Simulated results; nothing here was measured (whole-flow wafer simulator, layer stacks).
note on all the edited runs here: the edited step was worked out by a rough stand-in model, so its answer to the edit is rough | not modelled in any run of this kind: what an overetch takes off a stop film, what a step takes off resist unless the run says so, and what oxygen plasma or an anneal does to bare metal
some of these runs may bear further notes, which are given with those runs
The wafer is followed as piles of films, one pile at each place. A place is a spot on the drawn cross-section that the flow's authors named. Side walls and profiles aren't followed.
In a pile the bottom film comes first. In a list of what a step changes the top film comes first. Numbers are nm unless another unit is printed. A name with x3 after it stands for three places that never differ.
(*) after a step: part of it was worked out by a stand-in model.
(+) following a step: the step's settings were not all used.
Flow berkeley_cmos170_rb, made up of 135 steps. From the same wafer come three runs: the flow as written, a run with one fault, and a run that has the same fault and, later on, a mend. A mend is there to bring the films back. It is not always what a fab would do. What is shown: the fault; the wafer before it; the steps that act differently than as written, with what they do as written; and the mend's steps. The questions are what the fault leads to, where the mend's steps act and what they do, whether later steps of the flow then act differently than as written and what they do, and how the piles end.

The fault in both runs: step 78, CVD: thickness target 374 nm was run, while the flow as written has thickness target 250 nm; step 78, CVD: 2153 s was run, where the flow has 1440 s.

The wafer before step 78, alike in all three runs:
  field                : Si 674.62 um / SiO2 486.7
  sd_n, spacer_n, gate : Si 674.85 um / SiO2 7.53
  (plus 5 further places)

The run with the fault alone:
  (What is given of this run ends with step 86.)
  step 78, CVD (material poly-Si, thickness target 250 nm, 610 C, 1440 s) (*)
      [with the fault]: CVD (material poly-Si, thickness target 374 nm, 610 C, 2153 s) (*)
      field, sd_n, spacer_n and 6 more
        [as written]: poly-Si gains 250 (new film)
        [with the fault]: poly-Si gains 374 (new film)
  Later steps of the flow acting differently than as written (2 other steps are not shown; they differ only slightly, by no more than 2% or 0.5 nm, whichever is larger):
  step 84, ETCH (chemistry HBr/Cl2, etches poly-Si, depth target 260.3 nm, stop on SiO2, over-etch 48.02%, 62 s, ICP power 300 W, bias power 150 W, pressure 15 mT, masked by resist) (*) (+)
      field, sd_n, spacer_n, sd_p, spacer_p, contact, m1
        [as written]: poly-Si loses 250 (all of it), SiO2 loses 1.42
        [with the fault]: poly-Si loses 374 (all of it), SiO2 loses 0.06
  The piles after step 86 differ from the flow's at sd_n, spacer_n, gate, sd_p, spacer_p, gate_p, contact, m1 by more than 2% or 0.5 nm, whichever is larger.
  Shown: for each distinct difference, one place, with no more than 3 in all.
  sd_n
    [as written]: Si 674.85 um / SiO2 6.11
    [with the fault]: Si 674.85 um / SiO2 7.47
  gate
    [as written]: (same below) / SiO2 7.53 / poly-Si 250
    [with the fault]: (same below) / SiO2 7.53 / poly-Si 374

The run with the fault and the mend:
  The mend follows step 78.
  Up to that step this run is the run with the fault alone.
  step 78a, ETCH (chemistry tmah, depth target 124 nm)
      field, sd_n, spacer_n and 6 more
        poly-Si loses 124
  Every later step of the flow that is run acts as written at every place that is followed.
  At every place that both follow, the piles at the end match the flow's.
